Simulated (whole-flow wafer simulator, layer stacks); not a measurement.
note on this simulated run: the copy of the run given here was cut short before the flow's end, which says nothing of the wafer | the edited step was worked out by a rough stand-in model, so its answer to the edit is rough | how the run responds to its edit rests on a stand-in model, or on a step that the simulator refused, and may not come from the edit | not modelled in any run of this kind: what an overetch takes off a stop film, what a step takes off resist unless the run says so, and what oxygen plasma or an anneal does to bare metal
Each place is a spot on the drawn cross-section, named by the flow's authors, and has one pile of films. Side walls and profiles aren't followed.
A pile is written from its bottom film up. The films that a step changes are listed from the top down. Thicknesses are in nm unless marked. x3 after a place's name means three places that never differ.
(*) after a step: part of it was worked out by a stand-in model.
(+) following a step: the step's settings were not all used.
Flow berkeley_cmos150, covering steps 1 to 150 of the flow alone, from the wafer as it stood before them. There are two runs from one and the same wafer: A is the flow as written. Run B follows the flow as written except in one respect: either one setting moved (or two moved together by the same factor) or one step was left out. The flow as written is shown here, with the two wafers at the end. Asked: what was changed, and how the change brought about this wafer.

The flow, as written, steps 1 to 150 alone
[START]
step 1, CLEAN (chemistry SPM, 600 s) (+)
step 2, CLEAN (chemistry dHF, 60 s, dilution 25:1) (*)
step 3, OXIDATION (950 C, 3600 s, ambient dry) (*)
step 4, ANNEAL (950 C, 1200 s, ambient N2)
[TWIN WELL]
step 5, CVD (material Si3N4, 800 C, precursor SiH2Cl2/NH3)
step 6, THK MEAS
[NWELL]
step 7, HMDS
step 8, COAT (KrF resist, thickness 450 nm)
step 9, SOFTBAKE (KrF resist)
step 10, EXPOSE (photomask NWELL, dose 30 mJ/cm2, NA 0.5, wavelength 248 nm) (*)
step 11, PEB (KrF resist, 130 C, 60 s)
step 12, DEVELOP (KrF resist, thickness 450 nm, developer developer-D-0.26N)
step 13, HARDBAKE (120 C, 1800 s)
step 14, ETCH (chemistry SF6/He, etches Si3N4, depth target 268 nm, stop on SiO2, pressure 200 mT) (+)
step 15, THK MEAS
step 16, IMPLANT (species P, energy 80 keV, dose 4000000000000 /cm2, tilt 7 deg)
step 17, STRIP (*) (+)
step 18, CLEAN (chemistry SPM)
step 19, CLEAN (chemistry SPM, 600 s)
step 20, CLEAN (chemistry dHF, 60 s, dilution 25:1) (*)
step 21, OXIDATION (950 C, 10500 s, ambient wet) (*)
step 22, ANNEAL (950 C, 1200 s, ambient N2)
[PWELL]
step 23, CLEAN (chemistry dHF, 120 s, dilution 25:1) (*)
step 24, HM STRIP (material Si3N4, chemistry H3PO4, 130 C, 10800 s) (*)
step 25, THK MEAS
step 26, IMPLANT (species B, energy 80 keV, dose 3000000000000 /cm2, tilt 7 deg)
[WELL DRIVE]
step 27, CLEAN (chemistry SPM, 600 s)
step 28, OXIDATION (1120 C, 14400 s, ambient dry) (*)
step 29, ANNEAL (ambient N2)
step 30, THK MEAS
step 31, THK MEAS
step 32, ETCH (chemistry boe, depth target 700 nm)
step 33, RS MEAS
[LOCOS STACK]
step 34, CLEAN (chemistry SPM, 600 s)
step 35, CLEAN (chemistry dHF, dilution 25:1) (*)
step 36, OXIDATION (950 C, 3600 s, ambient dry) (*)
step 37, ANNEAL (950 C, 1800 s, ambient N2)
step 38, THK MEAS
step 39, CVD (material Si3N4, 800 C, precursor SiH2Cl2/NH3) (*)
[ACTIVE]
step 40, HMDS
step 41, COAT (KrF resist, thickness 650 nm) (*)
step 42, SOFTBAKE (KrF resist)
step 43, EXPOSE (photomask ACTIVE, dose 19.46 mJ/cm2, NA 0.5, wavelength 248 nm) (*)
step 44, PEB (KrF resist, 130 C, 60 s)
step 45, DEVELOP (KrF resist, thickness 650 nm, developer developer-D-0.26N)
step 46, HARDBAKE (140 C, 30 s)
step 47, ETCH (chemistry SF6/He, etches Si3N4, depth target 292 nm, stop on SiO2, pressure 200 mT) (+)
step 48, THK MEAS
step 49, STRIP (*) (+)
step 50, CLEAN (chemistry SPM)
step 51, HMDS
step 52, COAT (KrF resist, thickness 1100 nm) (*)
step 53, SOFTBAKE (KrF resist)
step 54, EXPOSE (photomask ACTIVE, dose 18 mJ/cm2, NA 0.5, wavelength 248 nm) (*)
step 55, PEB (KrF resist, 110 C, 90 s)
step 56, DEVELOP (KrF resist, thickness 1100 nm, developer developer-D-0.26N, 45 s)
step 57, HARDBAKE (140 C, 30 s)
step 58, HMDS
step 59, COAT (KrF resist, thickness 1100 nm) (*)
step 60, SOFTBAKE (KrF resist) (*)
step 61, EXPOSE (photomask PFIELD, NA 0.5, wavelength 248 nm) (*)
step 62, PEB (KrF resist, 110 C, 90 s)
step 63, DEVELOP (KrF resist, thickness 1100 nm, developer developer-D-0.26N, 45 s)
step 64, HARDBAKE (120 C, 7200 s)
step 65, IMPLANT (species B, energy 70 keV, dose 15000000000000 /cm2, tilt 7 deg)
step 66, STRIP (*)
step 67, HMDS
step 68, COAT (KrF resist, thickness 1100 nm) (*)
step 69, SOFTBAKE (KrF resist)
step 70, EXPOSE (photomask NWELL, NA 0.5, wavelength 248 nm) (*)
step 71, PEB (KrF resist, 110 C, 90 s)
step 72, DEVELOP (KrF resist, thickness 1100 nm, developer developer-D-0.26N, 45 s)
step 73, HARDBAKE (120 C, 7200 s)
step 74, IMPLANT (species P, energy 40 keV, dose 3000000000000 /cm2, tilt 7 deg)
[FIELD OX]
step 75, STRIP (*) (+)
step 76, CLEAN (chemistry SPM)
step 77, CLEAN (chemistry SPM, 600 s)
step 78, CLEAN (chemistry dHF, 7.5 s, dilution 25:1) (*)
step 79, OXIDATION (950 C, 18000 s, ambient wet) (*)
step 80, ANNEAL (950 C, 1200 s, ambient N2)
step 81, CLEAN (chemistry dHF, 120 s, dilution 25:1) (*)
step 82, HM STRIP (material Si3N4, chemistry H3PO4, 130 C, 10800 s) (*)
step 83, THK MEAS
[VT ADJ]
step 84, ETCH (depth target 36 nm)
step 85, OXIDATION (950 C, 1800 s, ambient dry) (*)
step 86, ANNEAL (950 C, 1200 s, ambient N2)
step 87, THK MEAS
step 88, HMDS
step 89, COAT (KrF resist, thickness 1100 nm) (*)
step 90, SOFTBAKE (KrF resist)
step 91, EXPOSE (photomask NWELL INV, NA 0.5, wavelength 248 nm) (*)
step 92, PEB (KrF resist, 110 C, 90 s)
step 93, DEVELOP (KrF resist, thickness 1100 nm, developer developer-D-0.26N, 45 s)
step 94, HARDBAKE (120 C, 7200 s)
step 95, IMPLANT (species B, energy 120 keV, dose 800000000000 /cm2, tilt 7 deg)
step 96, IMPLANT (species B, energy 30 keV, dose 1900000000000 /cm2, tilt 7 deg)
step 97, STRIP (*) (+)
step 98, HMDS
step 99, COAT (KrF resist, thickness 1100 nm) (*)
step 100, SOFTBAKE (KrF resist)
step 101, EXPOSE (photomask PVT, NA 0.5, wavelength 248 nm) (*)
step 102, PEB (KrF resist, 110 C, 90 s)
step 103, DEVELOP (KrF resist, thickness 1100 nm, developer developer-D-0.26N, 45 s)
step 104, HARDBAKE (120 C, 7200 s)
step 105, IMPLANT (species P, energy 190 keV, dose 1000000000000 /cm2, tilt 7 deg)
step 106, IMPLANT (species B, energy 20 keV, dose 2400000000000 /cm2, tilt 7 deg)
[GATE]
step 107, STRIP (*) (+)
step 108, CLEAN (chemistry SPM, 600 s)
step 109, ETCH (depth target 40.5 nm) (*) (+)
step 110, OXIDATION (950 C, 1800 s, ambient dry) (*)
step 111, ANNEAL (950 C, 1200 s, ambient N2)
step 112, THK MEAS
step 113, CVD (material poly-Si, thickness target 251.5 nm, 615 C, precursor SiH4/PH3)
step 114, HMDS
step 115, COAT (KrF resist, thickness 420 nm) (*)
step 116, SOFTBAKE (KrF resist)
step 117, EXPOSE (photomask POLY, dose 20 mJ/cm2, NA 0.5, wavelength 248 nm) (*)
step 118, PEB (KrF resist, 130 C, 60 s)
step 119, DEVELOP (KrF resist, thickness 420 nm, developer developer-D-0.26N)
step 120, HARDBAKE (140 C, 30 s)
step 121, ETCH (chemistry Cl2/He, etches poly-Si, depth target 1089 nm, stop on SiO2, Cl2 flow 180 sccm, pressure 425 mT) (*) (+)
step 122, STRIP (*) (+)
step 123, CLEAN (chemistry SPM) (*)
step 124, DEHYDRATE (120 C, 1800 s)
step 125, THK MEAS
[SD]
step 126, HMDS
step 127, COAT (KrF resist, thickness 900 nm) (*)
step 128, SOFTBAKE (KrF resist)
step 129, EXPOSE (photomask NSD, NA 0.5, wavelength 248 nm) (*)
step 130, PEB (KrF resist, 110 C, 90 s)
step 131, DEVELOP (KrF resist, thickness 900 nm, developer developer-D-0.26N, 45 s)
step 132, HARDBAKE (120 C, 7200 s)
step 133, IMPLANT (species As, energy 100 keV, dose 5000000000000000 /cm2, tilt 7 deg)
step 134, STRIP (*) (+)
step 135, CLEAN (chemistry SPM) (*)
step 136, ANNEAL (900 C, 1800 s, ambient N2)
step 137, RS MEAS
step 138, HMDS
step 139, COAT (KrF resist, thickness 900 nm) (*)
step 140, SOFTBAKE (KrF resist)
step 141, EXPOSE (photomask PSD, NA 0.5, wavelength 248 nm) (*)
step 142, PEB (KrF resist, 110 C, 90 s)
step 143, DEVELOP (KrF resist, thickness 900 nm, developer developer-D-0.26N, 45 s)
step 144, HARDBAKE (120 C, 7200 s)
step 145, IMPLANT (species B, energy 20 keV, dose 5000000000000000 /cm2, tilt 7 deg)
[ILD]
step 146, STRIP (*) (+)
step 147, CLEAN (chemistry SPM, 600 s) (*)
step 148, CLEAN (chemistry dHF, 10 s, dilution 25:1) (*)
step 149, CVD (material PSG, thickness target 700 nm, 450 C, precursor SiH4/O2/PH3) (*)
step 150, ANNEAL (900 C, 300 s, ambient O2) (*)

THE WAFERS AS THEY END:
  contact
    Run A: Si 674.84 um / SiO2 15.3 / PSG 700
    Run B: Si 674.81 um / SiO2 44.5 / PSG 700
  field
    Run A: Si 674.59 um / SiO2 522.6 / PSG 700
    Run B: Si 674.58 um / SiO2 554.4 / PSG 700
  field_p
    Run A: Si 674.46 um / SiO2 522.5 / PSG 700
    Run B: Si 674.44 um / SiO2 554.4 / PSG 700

The reason: step 36, OXIDATION: 1092 C was run, though the flow has 950 C.

Step by step, how the change led to this:
  step 36, OXIDATION (950 C, 3600 s, ambient dry) (*)
      field, field_p, sd_n, gate_n, sd_p, gate_p, contact, m1: A SiO2 gains 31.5 (new film), Si loses 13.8 | B SiO2 gains 106.5 (new film), Si loses 46.9
  step 41, COAT (KrF resist, thickness 650 nm) (*)
      field: A KrF resist gains 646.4 (new film) | B KrF resist gains 616.6 (new film)
  step 45, DEVELOP (KrF resist, thickness 650 nm, developer developer-D-0.26N)
      field: A KrF resist loses 645.4 (all of it) | B KrF resist loses 615.7 (all of it)
  step 79, OXIDATION (950 C, 18000 s, ambient wet) (*)
      sd_n: A SiO2 gains 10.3 (new film), Si3N4 loses 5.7, SiO2 gains 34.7, Si loses 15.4 | B SiO2 gains 10.3 (new film), Si3N4 loses 5.7
      field: A SiO2 gains 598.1, Si loses 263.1 | B SiO2 gains 555.1, Si loses 244.2
      (and at 1 other place as well)
  step 84, ETCH (depth target 36 nm)
      gate_n, sd_p, gate_p, contact, m1: A SiO2 loses 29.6 (all of it) | B SiO2 loses 36
  step 85, OXIDATION (950 C, 1800 s, ambient dry) (*)
      gate_n, sd_p, gate_p, contact, m1: A SiO2 gains 20.4 (new film), Si loses 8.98 | B SiO2 gains 10.6, Si loses 4.65
      sd_n: A SiO2 gains 12.2, Si loses 5.35 | B SiO2 gains 10.6, Si loses 4.65
  step 109, ETCH (depth target 40.5 nm) (*) (+)
      gate_n, sd_p, gate_p, contact, m1: A SiO2 loses 20.4 (all of it) | B SiO2 loses 40.5
      sd_n: A SiO2 loses 40.4 (all of it) | B SiO2 loses 40.5
  step 110, OXIDATION (950 C, 1800 s, ambient dry) (*)
      sd_n, gate_n, sd_p, gate_p, contact, m1: A SiO2 gains 20.4 (new film), Si loses 8.98 | B SiO2 gains 10.9, Si loses 4.79
  step 122, STRIP (*) (+)
      gate_n: A chemical SiO2 gains 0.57 (new film), KrF resist loses 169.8 (all of it), poly-Si loses 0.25 | B chemical SiO2 gains 0.57 (new film), KrF resist loses 175.5 (all of it), poly-Si loses 0.25
